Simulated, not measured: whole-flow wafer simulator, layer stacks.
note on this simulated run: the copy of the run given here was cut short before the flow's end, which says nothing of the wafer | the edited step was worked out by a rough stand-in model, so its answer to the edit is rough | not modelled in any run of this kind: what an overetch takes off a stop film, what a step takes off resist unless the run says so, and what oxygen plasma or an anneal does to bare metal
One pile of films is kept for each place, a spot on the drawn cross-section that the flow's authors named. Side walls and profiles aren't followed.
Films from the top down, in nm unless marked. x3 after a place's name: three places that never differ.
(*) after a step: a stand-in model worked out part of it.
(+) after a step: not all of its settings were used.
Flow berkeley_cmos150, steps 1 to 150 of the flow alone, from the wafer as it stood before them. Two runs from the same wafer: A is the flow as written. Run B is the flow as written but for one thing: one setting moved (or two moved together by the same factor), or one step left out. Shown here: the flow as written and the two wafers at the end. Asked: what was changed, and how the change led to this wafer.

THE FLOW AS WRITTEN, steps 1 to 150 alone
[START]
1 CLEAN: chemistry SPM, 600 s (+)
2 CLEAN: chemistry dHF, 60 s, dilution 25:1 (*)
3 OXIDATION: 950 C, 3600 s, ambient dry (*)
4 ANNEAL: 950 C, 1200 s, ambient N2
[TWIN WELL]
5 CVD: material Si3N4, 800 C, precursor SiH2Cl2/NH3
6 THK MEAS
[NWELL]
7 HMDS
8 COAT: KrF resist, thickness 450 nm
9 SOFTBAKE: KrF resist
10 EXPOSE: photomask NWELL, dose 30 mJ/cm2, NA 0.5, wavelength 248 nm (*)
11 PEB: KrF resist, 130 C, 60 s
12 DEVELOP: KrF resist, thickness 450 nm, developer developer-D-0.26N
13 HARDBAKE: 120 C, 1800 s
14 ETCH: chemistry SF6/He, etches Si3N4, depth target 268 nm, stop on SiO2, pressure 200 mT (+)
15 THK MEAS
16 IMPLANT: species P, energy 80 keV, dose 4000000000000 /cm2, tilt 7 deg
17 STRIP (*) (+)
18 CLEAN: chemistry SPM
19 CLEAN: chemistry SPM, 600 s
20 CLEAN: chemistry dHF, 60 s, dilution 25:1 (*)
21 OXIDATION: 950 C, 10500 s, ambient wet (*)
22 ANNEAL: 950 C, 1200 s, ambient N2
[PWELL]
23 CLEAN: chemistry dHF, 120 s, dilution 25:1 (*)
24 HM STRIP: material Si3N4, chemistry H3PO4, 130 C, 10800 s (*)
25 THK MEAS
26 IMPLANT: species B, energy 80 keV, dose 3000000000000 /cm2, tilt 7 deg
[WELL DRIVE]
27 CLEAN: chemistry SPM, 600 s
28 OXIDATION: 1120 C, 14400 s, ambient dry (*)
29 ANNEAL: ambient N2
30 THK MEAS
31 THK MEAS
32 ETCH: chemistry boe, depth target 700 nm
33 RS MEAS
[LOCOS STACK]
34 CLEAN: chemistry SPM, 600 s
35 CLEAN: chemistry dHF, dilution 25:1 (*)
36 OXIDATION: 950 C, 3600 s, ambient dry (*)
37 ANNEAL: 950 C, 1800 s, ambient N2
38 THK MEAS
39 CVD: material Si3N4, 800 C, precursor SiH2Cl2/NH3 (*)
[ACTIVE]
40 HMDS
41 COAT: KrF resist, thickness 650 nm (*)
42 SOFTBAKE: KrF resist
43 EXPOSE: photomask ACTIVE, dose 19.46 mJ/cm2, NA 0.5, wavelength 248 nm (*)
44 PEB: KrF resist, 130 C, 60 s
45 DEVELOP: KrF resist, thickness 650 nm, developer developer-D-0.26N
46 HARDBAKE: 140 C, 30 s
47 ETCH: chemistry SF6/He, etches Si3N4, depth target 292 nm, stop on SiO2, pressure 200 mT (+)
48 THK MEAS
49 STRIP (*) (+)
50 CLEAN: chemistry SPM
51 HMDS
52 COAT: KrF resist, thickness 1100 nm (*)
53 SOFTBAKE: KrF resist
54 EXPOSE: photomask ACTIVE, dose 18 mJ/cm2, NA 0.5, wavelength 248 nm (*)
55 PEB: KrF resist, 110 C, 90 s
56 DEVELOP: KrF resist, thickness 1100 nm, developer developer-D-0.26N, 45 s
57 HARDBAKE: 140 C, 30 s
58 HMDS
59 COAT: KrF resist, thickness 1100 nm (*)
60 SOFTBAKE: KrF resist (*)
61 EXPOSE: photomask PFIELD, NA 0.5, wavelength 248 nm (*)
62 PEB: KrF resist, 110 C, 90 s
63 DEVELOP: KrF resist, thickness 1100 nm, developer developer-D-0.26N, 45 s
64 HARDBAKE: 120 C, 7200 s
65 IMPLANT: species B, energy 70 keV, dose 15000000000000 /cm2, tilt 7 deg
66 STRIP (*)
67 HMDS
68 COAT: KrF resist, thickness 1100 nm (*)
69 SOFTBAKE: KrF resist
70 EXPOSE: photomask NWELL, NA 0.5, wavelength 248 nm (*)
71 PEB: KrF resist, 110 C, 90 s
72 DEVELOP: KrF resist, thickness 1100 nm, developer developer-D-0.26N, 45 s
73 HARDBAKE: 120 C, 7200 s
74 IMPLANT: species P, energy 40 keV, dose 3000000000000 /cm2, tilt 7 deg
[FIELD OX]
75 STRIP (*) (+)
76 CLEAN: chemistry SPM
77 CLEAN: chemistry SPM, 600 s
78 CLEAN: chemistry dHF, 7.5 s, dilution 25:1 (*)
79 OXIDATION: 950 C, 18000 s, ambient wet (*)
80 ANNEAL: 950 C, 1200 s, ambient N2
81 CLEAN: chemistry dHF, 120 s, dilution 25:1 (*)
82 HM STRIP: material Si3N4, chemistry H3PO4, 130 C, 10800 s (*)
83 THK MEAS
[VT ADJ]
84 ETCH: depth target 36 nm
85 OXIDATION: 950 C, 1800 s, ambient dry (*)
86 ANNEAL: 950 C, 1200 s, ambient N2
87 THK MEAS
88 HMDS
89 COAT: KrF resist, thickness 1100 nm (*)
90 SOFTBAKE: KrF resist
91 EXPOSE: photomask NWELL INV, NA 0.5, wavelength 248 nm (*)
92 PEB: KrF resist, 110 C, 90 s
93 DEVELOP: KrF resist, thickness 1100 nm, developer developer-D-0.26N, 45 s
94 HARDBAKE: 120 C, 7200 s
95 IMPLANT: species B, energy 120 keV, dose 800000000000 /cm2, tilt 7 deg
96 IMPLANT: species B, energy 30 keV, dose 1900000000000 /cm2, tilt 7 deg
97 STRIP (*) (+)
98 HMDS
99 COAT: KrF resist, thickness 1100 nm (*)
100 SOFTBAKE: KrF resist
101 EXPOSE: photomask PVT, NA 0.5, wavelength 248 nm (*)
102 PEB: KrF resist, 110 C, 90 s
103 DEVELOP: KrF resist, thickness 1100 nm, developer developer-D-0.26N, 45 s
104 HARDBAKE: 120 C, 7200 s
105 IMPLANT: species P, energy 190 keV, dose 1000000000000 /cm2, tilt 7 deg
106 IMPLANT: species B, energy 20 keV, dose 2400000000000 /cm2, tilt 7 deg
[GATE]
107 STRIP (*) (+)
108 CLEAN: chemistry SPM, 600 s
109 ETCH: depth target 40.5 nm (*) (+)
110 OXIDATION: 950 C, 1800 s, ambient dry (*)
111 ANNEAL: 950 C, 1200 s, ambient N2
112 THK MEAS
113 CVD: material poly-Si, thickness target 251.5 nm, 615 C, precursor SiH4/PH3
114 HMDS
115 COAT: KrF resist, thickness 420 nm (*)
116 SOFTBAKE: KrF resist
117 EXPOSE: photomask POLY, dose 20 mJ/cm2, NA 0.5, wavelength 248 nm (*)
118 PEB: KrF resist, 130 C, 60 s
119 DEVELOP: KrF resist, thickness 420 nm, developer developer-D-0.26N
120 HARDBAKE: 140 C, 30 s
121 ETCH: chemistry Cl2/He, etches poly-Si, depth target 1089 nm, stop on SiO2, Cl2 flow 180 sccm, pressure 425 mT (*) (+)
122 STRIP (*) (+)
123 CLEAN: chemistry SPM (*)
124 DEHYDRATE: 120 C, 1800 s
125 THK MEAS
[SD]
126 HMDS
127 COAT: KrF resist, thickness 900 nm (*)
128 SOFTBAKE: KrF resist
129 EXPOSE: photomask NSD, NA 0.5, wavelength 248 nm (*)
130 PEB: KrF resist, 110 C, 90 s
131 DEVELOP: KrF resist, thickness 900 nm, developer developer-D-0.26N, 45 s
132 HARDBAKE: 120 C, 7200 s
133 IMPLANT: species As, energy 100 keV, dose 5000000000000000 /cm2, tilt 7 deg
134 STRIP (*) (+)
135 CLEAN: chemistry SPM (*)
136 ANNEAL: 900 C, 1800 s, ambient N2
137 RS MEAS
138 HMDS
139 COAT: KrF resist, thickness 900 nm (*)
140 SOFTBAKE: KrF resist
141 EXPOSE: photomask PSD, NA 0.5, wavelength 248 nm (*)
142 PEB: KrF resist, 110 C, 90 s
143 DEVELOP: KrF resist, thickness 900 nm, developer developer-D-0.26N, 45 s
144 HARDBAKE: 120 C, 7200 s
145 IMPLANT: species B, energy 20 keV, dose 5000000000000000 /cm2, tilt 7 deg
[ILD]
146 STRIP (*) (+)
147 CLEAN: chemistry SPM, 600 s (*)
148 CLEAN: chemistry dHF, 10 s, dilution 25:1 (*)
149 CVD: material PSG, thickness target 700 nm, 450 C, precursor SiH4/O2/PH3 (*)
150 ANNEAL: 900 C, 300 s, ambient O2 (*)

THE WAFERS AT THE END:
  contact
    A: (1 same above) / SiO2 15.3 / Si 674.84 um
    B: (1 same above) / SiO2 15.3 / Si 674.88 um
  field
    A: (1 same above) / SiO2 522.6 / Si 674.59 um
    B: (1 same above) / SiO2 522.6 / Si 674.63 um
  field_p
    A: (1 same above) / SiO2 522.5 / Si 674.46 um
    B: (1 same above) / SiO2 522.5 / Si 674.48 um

The cause: step 28, OXIDATION: 7200 s was run, where the flow has 14400 s.

How the change led to this, step by step:
  28 OXIDATION: 1120 C, 14400 s, ambient dry (*)
      field, sd_n, gate_n, contact, m1: A SiO2 +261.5, Si -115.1 | B SiO2 +166.7, Si -73.3
      field_p, sd_p, gate_p: A SiO2 +103.6, Si -45.6 | B SiO2 +54.1, Si -23.8
  32 ETCH: chemistry boe, depth target 700 nm
      field, sd_n, gate_n, contact, m1: A SiO2 -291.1 (all of it) | B SiO2 -196.2 (all of it)
      field_p, sd_p, gate_p: A SiO2 -555.5 (all of it) | B SiO2 -506 (all of it)
  122 STRIP (*) (+)
      gate_p: A chemical SiO2 +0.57 (new film), KrF resist -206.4 (all of it), poly-Si -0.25 | B chemical SiO2 +0.57 (new film), KrF resist -210.9 (all of it), poly-Si -0.25
